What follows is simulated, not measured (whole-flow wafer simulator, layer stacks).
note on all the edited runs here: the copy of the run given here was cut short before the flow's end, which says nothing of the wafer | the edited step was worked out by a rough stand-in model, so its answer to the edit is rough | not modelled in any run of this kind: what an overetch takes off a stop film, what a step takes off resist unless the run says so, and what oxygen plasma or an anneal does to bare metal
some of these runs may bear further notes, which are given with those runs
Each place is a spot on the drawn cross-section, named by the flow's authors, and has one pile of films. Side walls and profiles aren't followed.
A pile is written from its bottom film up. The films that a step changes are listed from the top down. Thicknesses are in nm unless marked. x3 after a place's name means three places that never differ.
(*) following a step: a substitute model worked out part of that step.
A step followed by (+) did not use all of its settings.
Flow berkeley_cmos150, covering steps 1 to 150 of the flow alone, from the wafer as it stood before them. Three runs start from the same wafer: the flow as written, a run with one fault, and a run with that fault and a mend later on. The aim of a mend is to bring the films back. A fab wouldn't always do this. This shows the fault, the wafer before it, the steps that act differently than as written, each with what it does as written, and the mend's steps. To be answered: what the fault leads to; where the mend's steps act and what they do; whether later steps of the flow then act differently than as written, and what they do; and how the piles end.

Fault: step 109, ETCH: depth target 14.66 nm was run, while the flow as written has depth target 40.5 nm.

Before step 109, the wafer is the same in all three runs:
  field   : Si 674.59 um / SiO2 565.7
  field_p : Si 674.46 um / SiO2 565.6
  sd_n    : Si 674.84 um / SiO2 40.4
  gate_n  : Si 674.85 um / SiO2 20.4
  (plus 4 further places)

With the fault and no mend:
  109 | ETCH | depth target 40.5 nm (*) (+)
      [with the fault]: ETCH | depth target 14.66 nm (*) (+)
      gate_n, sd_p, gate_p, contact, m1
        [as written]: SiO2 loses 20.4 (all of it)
        [with the fault]: SiO2 loses 14.7
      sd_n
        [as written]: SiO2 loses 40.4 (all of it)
        [with the fault]: SiO2 loses 14.7
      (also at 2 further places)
  Later steps of the flow acting differently than as written (not shown: 14 more steps that differ only slightly, by at most 2% or 0.5 nm, whichever is larger):
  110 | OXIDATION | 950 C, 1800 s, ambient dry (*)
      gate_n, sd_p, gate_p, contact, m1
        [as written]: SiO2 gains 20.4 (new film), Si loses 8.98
        [with the fault]: SiO2 gains 17.1, Si loses 7.5
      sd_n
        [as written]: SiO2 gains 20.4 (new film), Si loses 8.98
        [with the fault]: SiO2 gains 11.7, Si loses 5.17
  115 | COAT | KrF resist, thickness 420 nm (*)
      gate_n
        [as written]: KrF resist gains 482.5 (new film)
        [with the fault]: KrF resist gains 493.1 (new film)
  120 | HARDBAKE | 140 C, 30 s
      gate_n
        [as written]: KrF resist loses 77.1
        [with the fault]: KrF resist loses 78.9
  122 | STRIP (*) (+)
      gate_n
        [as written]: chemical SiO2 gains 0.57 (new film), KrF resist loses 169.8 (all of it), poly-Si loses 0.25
        [with the fault]: chemical SiO2 gains 0.58 (new film), KrF resist loses 178.6 (all of it), poly-Si loses 0.25
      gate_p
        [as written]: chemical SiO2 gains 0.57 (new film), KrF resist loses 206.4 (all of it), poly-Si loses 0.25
        [with the fault]: chemical SiO2 gains 0.58 (new film), KrF resist loses 211 (all of it), poly-Si loses 0.25
  At field, field_p, sd_n, gate_n, sd_p, gate_p, contact, m1, the piles at the end differ from the flow's by more than 2% or 0.5 nm, whichever is larger.
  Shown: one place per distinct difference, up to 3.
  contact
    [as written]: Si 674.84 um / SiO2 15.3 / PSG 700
    [with the fault]: Si 674.84 um / SiO2 17.7 / PSG 700
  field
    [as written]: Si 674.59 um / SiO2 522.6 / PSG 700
    [with the fault]: Si 674.59 um / SiO2 548.3 / PSG 700
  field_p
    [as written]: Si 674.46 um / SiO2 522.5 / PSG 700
    [with the fault]: Si 674.46 um / SiO2 548.3 / PSG 700

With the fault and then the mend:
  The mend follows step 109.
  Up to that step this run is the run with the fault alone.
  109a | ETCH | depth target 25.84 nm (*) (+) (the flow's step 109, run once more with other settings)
      gate_n, sd_p, gate_p, contact, m1
        SiO2 loses 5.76 (all of it)
      field, field_p
        SiO2 loses 25.8
      sd_n
        SiO2 loses 25.8 (all of it)
  Every later step of the flow that is run acts as written, at every place that is followed, to within 2% or 0.5 nm, whichever is larger.
  At every place that both follow, the piles at the end match the flow's.
